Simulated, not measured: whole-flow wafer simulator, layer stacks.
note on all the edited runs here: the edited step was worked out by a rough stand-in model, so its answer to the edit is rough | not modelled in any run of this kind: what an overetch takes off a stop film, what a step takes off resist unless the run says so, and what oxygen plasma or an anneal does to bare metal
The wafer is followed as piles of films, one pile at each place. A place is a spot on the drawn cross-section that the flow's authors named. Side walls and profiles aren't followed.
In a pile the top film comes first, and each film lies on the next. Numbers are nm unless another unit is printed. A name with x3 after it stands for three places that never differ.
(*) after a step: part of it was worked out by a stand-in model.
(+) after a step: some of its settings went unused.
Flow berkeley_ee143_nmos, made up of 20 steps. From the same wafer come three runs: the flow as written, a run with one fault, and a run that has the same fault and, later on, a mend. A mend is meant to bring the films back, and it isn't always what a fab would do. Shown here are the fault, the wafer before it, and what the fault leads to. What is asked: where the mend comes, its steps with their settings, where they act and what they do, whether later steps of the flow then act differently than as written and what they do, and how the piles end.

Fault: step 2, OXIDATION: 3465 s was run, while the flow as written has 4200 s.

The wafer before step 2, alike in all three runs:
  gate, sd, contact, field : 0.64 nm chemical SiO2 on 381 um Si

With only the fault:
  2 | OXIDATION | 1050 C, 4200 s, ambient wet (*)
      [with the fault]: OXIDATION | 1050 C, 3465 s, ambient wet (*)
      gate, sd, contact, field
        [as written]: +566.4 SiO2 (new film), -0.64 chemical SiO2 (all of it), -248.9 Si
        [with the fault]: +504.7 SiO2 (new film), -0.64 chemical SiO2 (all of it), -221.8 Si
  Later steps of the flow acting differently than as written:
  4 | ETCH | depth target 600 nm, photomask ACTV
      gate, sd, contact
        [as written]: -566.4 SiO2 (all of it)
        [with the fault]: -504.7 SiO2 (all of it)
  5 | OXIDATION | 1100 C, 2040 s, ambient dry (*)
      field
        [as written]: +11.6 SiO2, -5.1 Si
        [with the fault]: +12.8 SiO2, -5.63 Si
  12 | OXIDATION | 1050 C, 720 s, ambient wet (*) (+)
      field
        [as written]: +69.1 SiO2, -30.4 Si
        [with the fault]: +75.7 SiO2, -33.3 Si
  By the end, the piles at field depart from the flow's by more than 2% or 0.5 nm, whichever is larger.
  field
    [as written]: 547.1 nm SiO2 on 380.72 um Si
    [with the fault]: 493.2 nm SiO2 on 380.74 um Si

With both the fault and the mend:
  After step 2 comes the mend.
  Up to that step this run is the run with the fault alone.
  2a | OXIDATION | 1050 C, 735 s, ambient wet (*) (a further turn of the flow's step 2, with different settings)
      gate, sd, contact, field
        +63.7 SiO2, -28 Si
  Every later step of the flow that is run acts as written, at every place that is followed, to within 2% or 0.5 nm, whichever is larger.
  At the end the piles are close to the flow's at the places that both follow, differing by at most 2% or 0.5 nm, whichever is larger.
